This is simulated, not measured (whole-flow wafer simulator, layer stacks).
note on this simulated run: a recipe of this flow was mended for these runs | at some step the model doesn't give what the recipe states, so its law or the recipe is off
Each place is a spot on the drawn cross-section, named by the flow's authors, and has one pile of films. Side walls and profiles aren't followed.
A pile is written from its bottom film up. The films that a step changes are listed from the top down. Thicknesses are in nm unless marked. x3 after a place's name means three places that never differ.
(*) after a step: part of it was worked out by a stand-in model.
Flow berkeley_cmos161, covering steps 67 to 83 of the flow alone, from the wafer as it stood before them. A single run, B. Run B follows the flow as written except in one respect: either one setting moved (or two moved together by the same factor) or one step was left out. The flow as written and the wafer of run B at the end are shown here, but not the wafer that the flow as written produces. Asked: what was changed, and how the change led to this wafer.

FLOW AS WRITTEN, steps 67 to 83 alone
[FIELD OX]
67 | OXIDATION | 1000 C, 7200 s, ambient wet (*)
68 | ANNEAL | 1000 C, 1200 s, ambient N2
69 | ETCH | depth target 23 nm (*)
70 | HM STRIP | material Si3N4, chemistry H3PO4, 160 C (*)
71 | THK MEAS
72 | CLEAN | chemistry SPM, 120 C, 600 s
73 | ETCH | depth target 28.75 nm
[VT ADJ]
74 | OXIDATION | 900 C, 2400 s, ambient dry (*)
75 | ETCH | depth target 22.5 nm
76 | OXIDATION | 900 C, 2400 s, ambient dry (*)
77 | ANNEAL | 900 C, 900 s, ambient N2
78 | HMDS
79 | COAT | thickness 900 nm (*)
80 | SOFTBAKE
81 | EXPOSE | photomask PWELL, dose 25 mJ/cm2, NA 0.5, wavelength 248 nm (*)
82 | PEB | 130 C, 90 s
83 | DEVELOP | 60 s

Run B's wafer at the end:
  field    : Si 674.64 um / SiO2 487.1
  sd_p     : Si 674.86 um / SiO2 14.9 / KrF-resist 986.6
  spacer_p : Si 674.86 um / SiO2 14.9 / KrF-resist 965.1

What caused this: step 69, ETCH: depth target 12 nm was run, though the flow has depth target 23 nm.

Step by step, how the change led to this:
  69 | ETCH | depth target 23 nm (*)
      sd_n, spacer_n, gate_n, sd_p, spacer_p, gate_p, contact, m1: SiO2 loses 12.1 (all of it) (as written it would have been: SiO2 loses 12.1 (all of it), Si3N4 loses 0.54)
      field: SiO2 loses 12 (as written it would have been: SiO2 loses 23)
